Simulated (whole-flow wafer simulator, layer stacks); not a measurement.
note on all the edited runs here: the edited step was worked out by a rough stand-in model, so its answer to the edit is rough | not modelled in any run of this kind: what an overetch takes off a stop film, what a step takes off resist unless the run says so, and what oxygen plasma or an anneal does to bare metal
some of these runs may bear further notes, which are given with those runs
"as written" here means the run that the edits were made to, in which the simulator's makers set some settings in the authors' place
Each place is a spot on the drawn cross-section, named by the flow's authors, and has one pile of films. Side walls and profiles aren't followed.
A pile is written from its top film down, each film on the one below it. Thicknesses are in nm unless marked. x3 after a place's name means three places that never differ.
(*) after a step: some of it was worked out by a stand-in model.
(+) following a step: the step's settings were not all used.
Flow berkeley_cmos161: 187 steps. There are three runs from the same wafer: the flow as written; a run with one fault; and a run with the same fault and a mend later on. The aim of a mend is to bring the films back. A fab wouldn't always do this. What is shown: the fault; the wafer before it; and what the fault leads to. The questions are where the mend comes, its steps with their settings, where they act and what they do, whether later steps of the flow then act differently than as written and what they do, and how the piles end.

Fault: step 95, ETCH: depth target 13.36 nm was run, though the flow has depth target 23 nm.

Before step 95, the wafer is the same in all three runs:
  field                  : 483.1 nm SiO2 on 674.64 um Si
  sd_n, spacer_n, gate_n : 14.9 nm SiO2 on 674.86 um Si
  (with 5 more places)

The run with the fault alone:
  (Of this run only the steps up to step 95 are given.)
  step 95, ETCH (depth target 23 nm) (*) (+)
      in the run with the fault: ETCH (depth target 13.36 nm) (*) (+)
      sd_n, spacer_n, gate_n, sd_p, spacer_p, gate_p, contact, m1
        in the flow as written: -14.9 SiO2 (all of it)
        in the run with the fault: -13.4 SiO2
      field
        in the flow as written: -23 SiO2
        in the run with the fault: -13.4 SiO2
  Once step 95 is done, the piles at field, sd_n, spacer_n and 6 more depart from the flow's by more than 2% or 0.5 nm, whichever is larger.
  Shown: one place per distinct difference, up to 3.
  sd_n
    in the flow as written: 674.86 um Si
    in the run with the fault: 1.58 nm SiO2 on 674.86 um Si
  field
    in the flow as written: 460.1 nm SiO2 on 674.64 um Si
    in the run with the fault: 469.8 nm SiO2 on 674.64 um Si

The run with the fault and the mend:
  The mend stands after step 95.
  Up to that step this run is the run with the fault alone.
  step 95a, ETCH (depth target 9.637 nm) (*) (+) (the flow's step 95, run once more with other settings)
      sd_n, spacer_n, gate_n, sd_p, spacer_p, gate_p, contact, m1
        -1.58 SiO2 (all of it)
      field
        -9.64 SiO2
  Later steps of the flow that are run all act as written at every place that is followed, up to a difference of at most 2% or 0.5 nm, whichever is larger.
  At every place that both follow, the piles at the end match the flow's.
